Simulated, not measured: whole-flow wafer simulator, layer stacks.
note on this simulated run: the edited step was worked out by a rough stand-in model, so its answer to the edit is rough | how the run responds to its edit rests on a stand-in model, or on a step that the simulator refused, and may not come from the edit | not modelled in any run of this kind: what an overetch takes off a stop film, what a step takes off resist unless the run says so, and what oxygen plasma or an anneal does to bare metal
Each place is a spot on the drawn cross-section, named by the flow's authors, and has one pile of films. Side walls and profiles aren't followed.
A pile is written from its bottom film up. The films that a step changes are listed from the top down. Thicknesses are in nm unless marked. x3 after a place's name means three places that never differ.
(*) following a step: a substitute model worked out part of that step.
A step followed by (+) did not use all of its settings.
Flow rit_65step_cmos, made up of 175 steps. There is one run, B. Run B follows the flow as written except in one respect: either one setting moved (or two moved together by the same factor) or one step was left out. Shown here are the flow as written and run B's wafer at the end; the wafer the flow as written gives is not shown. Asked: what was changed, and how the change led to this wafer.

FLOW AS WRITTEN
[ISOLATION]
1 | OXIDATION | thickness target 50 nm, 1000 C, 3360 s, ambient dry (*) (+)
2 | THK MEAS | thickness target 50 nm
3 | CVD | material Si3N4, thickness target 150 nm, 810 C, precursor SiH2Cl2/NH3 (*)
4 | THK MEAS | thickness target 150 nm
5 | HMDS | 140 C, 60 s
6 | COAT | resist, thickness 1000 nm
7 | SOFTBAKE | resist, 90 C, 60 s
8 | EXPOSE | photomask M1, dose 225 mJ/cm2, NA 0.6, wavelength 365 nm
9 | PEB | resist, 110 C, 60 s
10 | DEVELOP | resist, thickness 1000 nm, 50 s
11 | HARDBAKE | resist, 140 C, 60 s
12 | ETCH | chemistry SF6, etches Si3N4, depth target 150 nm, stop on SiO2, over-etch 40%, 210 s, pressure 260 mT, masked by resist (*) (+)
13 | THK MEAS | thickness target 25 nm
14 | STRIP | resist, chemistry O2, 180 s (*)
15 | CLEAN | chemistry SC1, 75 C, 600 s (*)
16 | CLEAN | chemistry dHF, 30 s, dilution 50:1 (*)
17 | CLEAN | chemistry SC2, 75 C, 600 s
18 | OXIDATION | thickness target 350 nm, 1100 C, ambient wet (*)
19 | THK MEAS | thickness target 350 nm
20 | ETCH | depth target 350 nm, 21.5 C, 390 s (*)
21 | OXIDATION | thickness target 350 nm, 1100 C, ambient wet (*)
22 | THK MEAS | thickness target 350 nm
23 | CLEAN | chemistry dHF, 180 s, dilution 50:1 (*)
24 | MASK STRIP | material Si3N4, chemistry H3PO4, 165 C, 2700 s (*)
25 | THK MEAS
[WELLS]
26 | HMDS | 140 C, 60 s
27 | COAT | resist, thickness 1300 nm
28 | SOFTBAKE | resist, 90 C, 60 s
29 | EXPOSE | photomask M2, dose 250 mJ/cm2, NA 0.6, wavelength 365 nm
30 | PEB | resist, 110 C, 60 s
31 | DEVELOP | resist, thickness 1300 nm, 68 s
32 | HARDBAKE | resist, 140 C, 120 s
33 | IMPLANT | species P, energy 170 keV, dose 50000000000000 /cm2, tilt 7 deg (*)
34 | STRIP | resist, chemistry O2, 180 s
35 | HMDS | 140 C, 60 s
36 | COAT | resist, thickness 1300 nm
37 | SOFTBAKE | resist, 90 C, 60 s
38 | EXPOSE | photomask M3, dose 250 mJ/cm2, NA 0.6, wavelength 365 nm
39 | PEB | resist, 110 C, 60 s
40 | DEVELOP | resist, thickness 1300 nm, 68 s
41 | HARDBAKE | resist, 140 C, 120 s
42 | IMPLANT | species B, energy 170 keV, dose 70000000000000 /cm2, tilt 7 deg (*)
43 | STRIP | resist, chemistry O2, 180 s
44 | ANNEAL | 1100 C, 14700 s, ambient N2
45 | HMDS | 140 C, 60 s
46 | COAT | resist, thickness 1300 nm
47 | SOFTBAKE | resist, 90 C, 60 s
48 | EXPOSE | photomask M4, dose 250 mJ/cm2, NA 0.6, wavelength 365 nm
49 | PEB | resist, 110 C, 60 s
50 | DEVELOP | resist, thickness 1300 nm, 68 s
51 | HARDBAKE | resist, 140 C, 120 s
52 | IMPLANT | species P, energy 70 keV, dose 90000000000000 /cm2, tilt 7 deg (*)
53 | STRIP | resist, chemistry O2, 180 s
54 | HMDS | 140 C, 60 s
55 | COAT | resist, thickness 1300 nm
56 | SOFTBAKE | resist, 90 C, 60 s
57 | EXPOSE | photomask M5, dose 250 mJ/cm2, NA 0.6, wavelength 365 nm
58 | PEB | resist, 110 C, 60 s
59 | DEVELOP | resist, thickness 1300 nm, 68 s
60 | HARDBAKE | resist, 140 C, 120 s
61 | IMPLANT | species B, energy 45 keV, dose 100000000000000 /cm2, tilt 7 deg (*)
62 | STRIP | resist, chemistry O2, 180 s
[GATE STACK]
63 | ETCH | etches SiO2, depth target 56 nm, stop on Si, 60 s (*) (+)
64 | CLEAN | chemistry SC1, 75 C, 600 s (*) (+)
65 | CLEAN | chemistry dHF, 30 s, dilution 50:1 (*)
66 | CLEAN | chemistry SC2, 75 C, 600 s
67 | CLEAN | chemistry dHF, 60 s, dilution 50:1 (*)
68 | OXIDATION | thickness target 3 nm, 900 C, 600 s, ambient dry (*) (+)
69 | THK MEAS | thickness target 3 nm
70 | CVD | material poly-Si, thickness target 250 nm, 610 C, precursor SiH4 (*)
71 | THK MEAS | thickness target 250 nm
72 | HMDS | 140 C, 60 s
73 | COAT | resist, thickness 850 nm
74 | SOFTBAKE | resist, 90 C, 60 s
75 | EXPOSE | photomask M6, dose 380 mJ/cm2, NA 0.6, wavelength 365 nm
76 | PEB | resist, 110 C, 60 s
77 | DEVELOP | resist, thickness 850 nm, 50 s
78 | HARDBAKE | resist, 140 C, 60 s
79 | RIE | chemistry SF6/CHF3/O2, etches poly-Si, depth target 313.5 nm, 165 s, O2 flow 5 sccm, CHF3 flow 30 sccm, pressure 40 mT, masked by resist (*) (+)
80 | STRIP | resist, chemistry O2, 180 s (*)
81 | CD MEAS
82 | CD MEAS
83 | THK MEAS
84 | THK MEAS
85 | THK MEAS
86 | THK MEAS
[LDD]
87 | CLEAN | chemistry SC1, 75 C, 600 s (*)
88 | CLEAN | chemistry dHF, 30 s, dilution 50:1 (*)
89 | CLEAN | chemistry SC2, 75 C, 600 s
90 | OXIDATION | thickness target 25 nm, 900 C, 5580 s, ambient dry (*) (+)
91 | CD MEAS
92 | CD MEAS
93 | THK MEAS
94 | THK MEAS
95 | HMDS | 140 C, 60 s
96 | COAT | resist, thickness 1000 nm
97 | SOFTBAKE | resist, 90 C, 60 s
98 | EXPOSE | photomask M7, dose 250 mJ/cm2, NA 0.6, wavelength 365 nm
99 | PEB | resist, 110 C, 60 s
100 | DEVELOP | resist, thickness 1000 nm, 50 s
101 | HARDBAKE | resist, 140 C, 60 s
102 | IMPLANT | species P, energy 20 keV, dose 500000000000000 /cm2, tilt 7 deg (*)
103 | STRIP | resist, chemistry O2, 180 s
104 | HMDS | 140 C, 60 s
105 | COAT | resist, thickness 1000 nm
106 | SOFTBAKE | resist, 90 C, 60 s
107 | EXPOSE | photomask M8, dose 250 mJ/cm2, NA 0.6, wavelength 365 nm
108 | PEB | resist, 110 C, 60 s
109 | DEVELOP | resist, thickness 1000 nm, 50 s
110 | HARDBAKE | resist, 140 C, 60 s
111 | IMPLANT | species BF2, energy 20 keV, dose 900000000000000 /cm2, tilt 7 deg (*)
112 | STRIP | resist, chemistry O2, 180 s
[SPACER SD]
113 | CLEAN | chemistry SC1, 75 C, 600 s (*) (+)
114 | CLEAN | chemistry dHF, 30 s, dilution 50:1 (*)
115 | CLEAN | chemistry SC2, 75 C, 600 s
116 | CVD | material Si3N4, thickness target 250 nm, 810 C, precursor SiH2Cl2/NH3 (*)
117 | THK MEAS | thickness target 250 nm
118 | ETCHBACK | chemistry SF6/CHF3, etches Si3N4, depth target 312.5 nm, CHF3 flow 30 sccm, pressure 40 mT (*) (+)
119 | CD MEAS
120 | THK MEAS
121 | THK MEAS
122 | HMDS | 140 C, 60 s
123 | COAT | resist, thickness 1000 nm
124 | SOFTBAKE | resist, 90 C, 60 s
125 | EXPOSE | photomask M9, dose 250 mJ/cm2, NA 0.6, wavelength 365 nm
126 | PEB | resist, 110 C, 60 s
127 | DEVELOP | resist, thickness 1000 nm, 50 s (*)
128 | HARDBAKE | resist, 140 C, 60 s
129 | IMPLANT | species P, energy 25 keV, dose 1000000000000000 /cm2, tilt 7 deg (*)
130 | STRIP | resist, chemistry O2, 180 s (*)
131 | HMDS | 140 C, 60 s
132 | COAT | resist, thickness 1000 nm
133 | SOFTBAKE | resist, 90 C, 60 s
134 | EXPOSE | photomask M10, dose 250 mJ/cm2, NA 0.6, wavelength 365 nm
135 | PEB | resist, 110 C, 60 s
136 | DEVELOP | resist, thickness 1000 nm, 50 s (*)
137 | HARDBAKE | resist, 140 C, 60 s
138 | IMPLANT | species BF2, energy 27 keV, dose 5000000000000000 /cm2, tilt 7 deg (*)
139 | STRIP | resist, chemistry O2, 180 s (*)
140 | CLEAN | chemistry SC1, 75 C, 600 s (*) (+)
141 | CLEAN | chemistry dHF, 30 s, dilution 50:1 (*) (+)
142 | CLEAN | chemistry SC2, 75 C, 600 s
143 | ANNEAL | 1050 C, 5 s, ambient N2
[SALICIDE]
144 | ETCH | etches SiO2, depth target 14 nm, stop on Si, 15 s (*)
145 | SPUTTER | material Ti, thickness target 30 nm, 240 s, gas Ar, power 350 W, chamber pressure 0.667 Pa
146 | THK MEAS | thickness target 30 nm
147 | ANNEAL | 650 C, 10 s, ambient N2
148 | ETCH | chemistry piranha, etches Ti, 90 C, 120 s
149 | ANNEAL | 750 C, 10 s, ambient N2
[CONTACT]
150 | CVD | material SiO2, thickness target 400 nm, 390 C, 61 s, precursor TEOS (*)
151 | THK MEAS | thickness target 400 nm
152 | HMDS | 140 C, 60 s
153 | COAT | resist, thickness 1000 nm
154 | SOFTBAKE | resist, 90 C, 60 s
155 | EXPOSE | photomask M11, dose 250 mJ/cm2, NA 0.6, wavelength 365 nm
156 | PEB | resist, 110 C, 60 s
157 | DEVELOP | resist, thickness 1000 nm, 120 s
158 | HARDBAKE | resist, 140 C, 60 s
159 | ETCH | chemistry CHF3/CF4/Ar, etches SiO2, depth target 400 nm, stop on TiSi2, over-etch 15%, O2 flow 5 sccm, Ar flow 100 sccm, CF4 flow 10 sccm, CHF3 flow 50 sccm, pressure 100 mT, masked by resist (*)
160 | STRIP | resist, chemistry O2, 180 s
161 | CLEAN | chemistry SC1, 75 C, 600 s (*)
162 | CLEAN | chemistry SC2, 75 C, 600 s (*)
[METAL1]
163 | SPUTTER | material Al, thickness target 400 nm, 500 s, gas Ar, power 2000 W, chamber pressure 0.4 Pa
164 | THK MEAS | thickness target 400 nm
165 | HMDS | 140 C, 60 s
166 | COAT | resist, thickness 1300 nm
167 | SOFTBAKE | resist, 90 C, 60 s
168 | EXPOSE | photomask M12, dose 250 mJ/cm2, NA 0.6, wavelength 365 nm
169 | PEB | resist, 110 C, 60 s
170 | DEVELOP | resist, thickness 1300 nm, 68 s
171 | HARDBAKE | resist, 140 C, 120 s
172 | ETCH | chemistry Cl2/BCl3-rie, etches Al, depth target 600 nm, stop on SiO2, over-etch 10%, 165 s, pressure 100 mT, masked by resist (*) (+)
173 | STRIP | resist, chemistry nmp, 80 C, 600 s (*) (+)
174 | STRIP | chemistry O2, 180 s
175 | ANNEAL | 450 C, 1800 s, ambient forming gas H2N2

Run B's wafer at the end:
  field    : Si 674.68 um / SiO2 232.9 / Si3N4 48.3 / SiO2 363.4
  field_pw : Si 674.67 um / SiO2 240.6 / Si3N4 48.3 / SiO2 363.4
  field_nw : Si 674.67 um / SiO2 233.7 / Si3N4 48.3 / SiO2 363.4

What caused this: step 116, CVD: thickness target 362 nm was run, whereas the flow has thickness target 250 nm.

The path from the change to this, step by step:
  116 | CVD | material Si3N4, thickness target 250 nm, 810 C, precursor SiH2Cl2/NH3 (*)
      field, field_pw, field_nw and 11 more: Si3N4 gains 362 (new film) (it would be, as written: Si3N4 gains 250 (new film))
  118 | ETCHBACK | chemistry SF6/CHF3, etches Si3N4, depth target 312.5 nm, CHF3 flow 30 sccm, pressure 40 mT (*) (+)
      field, field_pw, field_nw, field_p: Si3N4 loses 312.5 (it would be, as written: Si3N4 loses 250 (all of it), SiO2 loses 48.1)
      gate_n: Si3N4 loses 312.5 (it would be, as written: Si3N4 loses 250 (all of it), SiO2 loses 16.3 (all of it), poly-Si loses 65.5)
      (as well as at 3 more places)
  123 | COAT | resist, thickness 1000 nm
      field: resist gains 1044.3 (new film) (it would be, as written: resist gains 1066.4 (new film))
      field_p: resist gains 1051.5 (new film) (it would be, as written: resist gains 1073.5 (new film))
      (as well as at 4 more places)
  126 | PEB | resist, 110 C, 60 s
      gate_n, gate_p: resist loses 40 (it would be, as written: resist loses 43.1)
      field: resist loses 54.3 (it would be, as written: resist loses 55.6)
      (as well as at 3 more places)
  127 | DEVELOP | resist, thickness 1000 nm, 50 s (*)
      field: resist loses 990.1 (all of it) (it would be, as written: resist loses 1010.9 (all of it))
      gate_n: resist loses 738.3 (all of it) (it would be, as written: resist loses 791.9 (all of it))
      (as well as at 1 more place)
  128 | HARDBAKE | resist, 140 C, 60 s
      field_nw: resist loses 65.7 (it would be, as written: resist loses 67.1)
      field_p: resist loses 67.2 (it would be, as written: resist loses 68.8)
      (as well as at 2 more places)
  130 | STRIP | resist, chemistry O2, 180 s (*)
      gate_n: nothing (it would be, as written: chemical SiO2 gains 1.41 (new film), poly-Si loses 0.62)
      gate_p: resist loses 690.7 (all of it) (it would be, as written: chemical SiO2 gains 1.31 (new film), resist loses 741.1 (all of it), poly-Si loses 0.58)
      (as well as at 2 more places)
  132 | COAT | resist, thickness 1000 nm
      field: resist gains 1044.3 (new film) (it would be, as written: resist gains 1067 (new film))
      field_p: resist gains 1051.5 (new film) (it would be, as written: resist gains 1074 (new film))
      (as well as at 4 more places)
  135 | PEB | resist, 110 C, 60 s
      gate_n, gate_p: resist loses 40 (it would be, as written: resist loses 43.1)
      spacer, spacer_p: resist loses 53.7 (it would be, as written: resist loses 42)
      (as well as at 2 more places)
  136 | DEVELOP | resist, thickness 1000 nm, 50 s (*)
      field_p: resist loses 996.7 (all of it) (it would be, as written: resist loses 1018 (all of it))
      gate_p: resist loses 738.5 (all of it) (it would be, as written: resist loses 792.8 (all of it))
      (as well as at 1 more place)
  137 | HARDBAKE | resist, 140 C, 60 s
      field: resist loses 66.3 (it would be, as written: resist loses 68.3)
      field_nw: resist loses 65.7 (it would be, as written: resist loses 67.1)
      (as well as at 2 more places)
  139 | STRIP | resist, chemistry O2, 180 s (*)
      gate_n: resist loses 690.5 (all of it) (it would be, as written: resist loses 740 (all of it), chemical SiO2 gains 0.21, poly-Si loses 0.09)
      field: resist loses 923.7 (all of it) (it would be, as written: resist loses 943.1 (all of it))
      (as well as at 1 more place)
  140 | CLEAN | chemistry SC1, 75 C, 600 s (*) (+)
      field, field_pw, field_nw, field_p: Si3N4 loses 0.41 (it would be, as written: SiO2 loses 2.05)
      gate_n, gate_p: Si3N4 loses 0.41 (it would be, as written: chemical SiO2 loses 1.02, poly-Si loses 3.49)
  141 | CLEAN | chemistry dHF, 30 s, dilution 50:1 (*) (+)
      field, field_p: Si3N4 loses 0.43 (it would be, as written: SiO2 loses 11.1)
      field_pw, field_nw: Si3N4 loses 0.43 (it would be, as written: SiO2 loses 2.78)
      (as well as at 2 more places)
  144 | ETCH | etches SiO2, depth target 14 nm, stop on Si, 15 s (*)
      field, field_pw, field_nw, field_p: Si3N4 loses 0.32 (it would be, as written: SiO2 loses 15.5)
  145 | SPUTTER | material Ti, thickness target 30 nm, 240 s, gas Ar, power 350 W, chamber pressure 0.667 Pa
      gate_n: Ti gains 30 (new film) (it would be, as written: Ti gains 27.3 (new film))
      gate_p: Ti gains 30 (new film) (it would be, as written: Ti gains 27.2 (new film))
  ... 10 further steps ...
  170 | DEVELOP | resist, thickness 1300 nm, 68 s
      field: resist loses 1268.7 (all of it) (it would be, as written: resist loses 1316.6 (all of it))
      field_pw: resist loses 1256.8 (all of it) (it would be, as written: resist loses 1285.5 (all of it))
      (as well as at 6 more places)
